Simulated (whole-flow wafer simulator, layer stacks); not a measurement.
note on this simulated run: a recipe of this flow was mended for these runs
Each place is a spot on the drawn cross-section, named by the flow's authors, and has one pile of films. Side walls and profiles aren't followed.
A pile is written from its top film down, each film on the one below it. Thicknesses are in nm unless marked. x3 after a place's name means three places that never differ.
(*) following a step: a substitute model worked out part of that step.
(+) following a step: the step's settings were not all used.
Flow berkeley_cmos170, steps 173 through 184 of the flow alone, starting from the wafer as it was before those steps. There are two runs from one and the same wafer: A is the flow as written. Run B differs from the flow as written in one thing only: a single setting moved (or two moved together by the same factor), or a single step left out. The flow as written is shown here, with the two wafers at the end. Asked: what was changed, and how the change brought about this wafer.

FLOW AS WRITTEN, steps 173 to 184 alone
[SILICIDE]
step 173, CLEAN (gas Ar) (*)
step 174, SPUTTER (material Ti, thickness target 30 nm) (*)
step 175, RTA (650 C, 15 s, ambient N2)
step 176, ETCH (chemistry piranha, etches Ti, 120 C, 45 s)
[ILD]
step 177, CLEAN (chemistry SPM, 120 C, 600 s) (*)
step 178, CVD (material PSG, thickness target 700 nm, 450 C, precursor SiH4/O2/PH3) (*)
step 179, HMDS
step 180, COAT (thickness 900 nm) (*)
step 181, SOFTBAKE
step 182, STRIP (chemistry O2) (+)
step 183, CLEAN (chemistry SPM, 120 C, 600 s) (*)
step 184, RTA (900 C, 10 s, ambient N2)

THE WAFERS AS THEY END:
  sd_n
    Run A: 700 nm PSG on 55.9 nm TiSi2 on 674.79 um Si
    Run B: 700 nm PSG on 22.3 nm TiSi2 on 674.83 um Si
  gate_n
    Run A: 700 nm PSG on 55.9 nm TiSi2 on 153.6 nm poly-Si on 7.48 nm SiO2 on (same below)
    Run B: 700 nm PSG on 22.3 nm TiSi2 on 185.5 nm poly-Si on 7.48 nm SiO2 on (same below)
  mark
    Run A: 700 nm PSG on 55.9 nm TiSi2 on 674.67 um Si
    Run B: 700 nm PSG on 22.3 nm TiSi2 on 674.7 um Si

The reason: step 174, SPUTTER: thickness target 12 nm was run, though the flow has thickness target 30 nm.

How this came from the change, step by step:
  step 174, SPUTTER (material Ti, thickness target 30 nm) (*)
      field, mark, sd_n and 10 more: A Ti gains 30 (new film) | B Ti gains 12 (new film)
  step 175, RTA (650 C, 15 s, ambient N2)
      mark, sd_n, sd_p, contact, m1, via1, m2, via2: A Ti loses 23.4, TiSi first gains 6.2 (new film), TiSi2 C49 gains 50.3 (new film), Si loses 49 | B Ti loses 9.36, TiSi2 C49 gains 23.8 (new film), Si loses 21.2
      gate_n, gate_p: A Ti loses 23.4, TiSi first gains 6.2 (new film), TiSi2 C49 gains 50.3 (new film), poly-Si loses 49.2 | B Ti loses 9.36, TiSi2 C49 gains 23.8 (new film), poly-Si loses 21.3
  step 176, ETCH (chemistry piranha, etches Ti, 120 C, 45 s)
      mark, sd_n, gate_n and 7 more: A Ti loses 6.6 (all of it), TiSi first loses 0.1 | B Ti loses 2.64 (all of it), TiSi2 C49 loses 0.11
      field, spacer_n, spacer_p: A Ti loses 30 (all of it) | B Ti loses 12 (all of it)
  step 184, RTA (900 C, 10 s, ambient N2)
      mark, sd_n, sd_p, contact, m1, via1, m2, via2: A under 1 film: TiSi2 gains 55.9 (new film), TiSi first loses 6.09 (all of it), TiSi2 C49 loses 50.3 (all of it), Si loses 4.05 | B under 1 film: TiSi2 gains 22.3 (new film), TiSi2 C49 loses 23.7 (all of it)
      gate_n, gate_p: A under 1 film: TiSi2 gains 55.9 (new film), TiSi first loses 6.09 (all of it), TiSi2 C49 loses 50.3 (all of it), poly-Si loses 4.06 | B under 1 film: TiSi2 gains 22.3 (new film), TiSi2 C49 loses 23.7 (all of it)
